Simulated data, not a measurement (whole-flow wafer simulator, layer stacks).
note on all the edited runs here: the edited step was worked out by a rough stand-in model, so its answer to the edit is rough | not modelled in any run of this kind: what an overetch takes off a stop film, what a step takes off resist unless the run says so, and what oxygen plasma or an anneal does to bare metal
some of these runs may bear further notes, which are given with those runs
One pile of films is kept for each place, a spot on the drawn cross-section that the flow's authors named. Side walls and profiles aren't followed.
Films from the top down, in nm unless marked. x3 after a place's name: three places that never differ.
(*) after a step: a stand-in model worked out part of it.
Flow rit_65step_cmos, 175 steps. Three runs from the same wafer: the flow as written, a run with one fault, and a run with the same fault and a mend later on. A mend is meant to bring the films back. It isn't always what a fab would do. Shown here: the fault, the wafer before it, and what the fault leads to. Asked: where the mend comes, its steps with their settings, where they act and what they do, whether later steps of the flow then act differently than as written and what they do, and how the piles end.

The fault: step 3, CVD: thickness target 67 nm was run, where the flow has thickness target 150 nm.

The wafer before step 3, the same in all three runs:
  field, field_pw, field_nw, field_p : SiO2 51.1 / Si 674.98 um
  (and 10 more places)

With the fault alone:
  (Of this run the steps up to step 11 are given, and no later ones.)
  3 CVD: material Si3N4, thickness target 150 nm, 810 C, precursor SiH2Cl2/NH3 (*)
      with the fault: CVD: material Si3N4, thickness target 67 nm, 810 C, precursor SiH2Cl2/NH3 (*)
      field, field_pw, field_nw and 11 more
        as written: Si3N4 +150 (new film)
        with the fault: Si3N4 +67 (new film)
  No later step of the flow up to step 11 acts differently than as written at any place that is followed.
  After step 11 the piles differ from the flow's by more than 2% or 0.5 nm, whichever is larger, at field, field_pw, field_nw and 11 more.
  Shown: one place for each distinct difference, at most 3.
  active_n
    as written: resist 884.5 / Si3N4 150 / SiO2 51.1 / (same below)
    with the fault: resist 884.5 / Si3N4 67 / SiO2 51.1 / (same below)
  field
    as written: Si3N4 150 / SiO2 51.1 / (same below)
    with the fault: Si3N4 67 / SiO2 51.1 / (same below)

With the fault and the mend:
  The mend comes after step 11.
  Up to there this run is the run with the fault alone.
  11a STRIP: resist, chemistry O2, 180 s (*)
      active_n, active_p, gate_n and 7 more
        resist -884.5 (all of it)
  11b CLEAN: chemistry SC2, 75 C, 600 s
      changes no film at any place that is followed
  11c CVD: material Si3N4, thickness target 83 nm, 810 C, precursor SiH2Cl2/NH3 (*) (the flow's step 3 once more, with other settings)
      field, field_pw, field_nw and 11 more
        Si3N4 +83
  11d HMDS: 140 C, 60 s (the flow's step 5 once more)
      changes no film at any place that is followed
  11e COAT: resist, thickness 1000 nm (the flow's step 6 once more)
      field, field_pw, field_nw and 11 more
        resist +1000 (new film)
  11f SOFTBAKE: resist, 90 C, 60 s (the flow's step 7 once more)
      changes no film at any place that is followed
  11g EXPOSE: photomask M1, dose 225 mJ/cm2, NA 0.6, wavelength 365 nm (the flow's step 8 once more)
      changes no film at any place that is followed
  11h PEB: resist, 110 C, 60 s (the flow's step 9 once more)
      field, field_pw, field_nw and 11 more
        resist -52
  11i DEVELOP: resist, thickness 1000 nm, 50 s (the flow's step 10 once more)
      field, field_pw, field_nw, field_p
        resist -948 (all of it)
  11j HARDBAKE: resist, 140 C, 60 s (the flow's step 11 once more)
      active_n, active_p, gate_n and 7 more
        resist -63.5
  No later step of the flow acts differently than as written at any place that is followed.
  At the end the piles are the same as the flow's at every place that both follow.
